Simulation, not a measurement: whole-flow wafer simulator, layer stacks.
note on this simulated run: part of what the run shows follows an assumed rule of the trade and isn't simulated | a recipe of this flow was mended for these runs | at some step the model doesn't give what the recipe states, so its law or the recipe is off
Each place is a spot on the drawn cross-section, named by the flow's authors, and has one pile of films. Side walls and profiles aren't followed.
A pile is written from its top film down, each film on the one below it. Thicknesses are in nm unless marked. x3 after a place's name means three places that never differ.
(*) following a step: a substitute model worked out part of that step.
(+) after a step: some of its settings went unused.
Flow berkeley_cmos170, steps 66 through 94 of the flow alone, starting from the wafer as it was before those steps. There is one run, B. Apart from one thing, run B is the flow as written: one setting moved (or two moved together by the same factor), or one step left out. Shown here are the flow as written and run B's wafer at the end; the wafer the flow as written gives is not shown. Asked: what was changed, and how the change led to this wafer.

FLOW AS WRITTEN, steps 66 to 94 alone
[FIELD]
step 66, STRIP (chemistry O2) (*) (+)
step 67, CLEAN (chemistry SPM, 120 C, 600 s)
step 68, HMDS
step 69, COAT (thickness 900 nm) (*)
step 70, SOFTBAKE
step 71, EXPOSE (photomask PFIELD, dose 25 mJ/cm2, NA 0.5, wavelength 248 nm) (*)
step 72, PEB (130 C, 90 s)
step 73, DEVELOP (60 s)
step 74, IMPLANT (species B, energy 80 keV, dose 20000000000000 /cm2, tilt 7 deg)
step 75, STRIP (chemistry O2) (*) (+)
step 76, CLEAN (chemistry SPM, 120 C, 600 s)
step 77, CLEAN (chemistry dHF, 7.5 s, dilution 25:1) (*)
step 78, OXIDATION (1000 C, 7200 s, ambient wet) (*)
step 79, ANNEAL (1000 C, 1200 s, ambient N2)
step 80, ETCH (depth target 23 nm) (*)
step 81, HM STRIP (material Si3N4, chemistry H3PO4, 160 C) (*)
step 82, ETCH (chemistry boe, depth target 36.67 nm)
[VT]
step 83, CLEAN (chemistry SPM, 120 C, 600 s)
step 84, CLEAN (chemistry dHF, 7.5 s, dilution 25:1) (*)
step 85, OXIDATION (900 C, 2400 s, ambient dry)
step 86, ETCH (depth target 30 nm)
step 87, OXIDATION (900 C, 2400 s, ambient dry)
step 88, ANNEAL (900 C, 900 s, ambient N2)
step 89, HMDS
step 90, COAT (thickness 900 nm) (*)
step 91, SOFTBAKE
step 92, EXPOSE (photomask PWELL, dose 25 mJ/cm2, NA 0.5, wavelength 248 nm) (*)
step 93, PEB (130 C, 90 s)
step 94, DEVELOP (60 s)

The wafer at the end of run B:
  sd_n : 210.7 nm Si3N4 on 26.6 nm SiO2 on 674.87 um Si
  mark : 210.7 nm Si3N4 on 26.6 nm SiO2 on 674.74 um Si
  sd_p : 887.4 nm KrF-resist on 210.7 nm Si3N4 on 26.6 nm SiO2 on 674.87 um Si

The reason: step 80, ETCH: depth target 11 nm was run, though the flow has depth target 23 nm.

The path from the change to this, step by step:
  step 80, ETCH (depth target 23 nm) (*)
      mark, sd_n, spacer_n and 9 more: -11 SiO2 (as written it would have been: -12.1 SiO2 (all of it), -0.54 Si3N4)
      field: -11 SiO2 (as written it would have been: -23 SiO2)
  step 81, HM STRIP (material Si3N4, chemistry H3PO4, 160 C) (*)
      mark, sd_n, spacer_n and 9 more: nothing (as written it would have been: -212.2 Si3N4 (all of it), -11.1 SiO2)
      field: nothing (as written it would have been: -17.7 SiO2)
  step 82, ETCH (chemistry boe, depth target 36.67 nm)
      mark, sd_n, spacer_n and 9 more: -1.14 SiO2 (all of it), -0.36 Si3N4 (as written it would have been: -15.5 SiO2 (all of it))
  step 83, CLEAN (chemistry SPM, 120 C, 600 s)
      mark, sd_n, spacer_n and 9 more: nothing (as written it would have been: +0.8 chemical SiO2 (new film), -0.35 Si)
  step 84, CLEAN (chemistry dHF, 7.5 s, dilution 25:1) (*)
      mark, sd_n, spacer_n and 9 more: -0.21 Si3N4 (as written it would have been: -0.8 chemical SiO2 (all of it))
  step 85, OXIDATION (900 C, 2400 s, ambient dry)
      mark, sd_n, spacer_n and 9 more: nothing (as written it would have been: +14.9 SiO2 (new film), -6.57 Si)
  step 86, ETCH (depth target 30 nm)
      mark, sd_n, spacer_n and 9 more: -1.5 Si3N4 (as written it would have been: -14.9 SiO2 (all of it))
  step 87, OXIDATION (900 C, 2400 s, ambient dry)
      mark, sd_n, spacer_n and 9 more: nothing (as written it would have been: +14.9 SiO2 (new film), -6.57 Si)
  step 90, COAT (thickness 900 nm) (*)
      field: +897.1 KrF-resist (new film) (as written it would have been: +840.6 KrF-resist (new film))
      sd_n: +904.9 KrF-resist (new film) (as written it would have been: +1004.6 KrF-resist (new film))
      (also at 10 further places)
  step 94, DEVELOP (60 s)
      field: -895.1 KrF-resist (all of it) (as written it would have been: -838.8 KrF-resist (all of it))
      sd_n: -902.9 KrF-resist (all of it) (as written it would have been: -1002.3 KrF-resist (all of it))
      (also at 7 further places)
